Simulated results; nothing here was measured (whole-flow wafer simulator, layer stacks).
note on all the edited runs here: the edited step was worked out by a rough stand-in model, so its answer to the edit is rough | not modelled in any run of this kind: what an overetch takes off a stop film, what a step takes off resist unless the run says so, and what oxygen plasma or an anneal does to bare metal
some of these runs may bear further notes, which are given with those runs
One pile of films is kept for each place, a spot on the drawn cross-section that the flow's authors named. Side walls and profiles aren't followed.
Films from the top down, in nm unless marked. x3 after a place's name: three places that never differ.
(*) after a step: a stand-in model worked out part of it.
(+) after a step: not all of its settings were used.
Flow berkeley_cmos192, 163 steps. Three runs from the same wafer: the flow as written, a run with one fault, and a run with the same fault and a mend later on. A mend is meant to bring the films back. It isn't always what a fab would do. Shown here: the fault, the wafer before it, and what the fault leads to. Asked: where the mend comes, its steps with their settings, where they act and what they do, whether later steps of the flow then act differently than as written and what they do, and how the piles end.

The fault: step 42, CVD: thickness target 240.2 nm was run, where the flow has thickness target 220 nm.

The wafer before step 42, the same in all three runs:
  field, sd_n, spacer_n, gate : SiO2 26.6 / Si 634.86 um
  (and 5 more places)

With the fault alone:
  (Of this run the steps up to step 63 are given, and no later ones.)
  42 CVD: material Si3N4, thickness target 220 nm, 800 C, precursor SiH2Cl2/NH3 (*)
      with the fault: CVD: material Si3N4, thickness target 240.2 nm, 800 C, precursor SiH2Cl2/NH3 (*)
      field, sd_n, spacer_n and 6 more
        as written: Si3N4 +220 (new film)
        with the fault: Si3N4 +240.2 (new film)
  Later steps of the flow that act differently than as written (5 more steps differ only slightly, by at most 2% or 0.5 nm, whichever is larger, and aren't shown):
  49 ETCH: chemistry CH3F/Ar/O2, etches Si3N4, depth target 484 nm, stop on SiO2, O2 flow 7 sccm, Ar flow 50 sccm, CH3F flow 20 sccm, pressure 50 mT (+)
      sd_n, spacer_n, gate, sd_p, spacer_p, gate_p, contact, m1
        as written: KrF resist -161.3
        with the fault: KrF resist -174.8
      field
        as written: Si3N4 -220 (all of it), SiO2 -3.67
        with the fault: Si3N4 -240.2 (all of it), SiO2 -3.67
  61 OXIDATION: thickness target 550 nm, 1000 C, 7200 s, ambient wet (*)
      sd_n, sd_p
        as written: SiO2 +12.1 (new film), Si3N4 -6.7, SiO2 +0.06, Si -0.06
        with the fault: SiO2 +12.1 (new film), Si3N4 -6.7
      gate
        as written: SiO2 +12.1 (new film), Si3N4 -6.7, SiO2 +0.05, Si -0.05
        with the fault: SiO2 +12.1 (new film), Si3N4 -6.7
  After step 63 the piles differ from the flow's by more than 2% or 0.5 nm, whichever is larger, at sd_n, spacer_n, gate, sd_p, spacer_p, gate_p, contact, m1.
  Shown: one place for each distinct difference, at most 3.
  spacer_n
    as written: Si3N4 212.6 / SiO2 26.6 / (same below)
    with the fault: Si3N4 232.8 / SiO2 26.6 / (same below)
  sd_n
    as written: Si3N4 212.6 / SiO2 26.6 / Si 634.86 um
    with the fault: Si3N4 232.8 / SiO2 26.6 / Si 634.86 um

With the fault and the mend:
  The mend comes after step 42.
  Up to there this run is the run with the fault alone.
  42a ETCH: chemistry h3po4, depth target 276.2 nm
      field, sd_n, spacer_n and 6 more
        Si3N4 -240.2 (all of it)
  42b CLEAN: chemistry SPM (the flow's step 34 once more)
      changes no film at any place that is followed
  42c CVD: material Si3N4, thickness target 220 nm, 800 C, precursor SiH2Cl2/NH3 (*) (the flow's step 42 once more)
      field, sd_n, spacer_n and 6 more
        Si3N4 +220 (new film)
  No later step of the flow acts differently than as written at any place that is followed.
  At the end the piles are the same as the flow's at every place that both follow.
